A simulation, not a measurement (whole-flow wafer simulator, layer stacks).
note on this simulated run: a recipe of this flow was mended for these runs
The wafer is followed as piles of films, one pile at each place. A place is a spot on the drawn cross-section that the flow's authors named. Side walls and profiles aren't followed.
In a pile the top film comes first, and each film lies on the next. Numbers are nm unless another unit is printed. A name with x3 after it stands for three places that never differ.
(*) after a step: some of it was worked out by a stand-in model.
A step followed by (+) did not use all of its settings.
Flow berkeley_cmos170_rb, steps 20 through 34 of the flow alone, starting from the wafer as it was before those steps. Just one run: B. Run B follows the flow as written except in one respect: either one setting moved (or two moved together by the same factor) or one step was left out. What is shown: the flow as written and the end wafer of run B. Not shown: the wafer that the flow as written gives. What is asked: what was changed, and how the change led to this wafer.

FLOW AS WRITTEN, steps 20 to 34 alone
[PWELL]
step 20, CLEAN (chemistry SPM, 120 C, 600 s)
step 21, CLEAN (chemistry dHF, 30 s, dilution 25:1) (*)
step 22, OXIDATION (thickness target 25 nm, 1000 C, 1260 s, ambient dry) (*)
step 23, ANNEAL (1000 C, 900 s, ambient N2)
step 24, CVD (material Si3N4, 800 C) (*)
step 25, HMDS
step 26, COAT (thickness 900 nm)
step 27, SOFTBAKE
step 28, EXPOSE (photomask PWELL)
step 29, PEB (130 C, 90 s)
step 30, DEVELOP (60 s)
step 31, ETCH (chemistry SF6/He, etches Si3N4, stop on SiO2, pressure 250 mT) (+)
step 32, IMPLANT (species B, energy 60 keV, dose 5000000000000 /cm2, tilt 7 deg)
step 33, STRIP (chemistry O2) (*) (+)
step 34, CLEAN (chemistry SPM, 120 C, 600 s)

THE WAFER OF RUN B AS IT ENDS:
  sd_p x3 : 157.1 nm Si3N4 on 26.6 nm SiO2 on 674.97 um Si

Cause: step 24, CVD: 777 C was run, whereas the flow has 800 C.

The path from the change to this, step by step:
  step 24, CVD (material Si3N4, 800 C) (*)
      field x6, sd_p x3: Si3N4 gains 157.1 (new film) (it would be, as written: Si3N4 gains 220 (new film))
  step 31, ETCH (chemistry SF6/He, etches Si3N4, stop on SiO2, pressure 250 mT) (+)
      field x6: Si3N4 loses 157.1 (all of it), SiO2 loses 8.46 (it would be, as written: Si3N4 loses 220 (all of it), SiO2 loses 8.46)
      sd_p x3: KrF-resist loses 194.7 (it would be, as written: KrF-resist loses 263)
  step 33, STRIP (chemistry O2) (*) (+)
      sd_p x3: KrF-resist loses 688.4 (all of it) (it would be, as written: KrF-resist loses 620 (all of it))
